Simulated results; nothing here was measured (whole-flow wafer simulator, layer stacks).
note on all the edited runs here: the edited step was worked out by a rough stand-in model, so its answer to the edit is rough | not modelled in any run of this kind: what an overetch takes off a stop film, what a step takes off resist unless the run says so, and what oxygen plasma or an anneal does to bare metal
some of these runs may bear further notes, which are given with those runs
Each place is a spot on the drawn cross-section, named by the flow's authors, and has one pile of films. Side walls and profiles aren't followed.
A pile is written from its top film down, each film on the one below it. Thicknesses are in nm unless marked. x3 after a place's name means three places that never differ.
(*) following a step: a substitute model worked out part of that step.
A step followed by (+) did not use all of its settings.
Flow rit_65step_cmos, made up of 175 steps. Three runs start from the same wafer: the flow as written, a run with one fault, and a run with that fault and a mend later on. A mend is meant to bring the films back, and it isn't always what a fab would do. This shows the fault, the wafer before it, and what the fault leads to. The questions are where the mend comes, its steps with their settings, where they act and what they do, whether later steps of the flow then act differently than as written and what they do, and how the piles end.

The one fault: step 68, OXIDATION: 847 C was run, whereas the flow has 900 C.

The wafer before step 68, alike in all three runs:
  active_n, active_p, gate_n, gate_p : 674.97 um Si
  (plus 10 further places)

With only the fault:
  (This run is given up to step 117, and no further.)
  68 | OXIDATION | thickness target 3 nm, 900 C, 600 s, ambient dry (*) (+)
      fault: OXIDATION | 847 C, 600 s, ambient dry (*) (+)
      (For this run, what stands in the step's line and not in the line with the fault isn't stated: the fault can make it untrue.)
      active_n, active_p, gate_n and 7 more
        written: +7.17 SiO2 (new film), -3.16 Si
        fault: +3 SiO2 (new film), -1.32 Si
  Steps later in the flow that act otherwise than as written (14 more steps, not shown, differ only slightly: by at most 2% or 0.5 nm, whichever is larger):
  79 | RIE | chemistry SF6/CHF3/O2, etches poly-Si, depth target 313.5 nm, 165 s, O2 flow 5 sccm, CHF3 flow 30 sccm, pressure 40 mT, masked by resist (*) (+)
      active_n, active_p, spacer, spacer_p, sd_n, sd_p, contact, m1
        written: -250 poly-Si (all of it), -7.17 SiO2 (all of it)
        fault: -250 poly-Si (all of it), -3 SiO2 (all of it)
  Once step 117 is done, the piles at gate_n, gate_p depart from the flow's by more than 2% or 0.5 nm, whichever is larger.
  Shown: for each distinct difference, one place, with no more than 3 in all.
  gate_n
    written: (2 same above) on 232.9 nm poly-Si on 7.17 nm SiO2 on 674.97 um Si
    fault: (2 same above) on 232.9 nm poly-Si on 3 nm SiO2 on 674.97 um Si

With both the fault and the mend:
  The mend follows step 69.
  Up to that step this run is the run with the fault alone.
  69a | OXIDATION | 900 C, 488.4 s, ambient dry (*) (+) (the flow's step 68 again, with other settings)
      active_n, active_p, gate_n and 7 more
        +4 SiO2, -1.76 Si
  Later steps of the flow that are run all act as written at every place that is followed, up to a difference of at most 2% or 0.5 nm, whichever is larger.
  When the end is reached, the piles differ only a little from the flow's at the places that both follow, at most by 2% or 0.5 nm, whichever is larger.
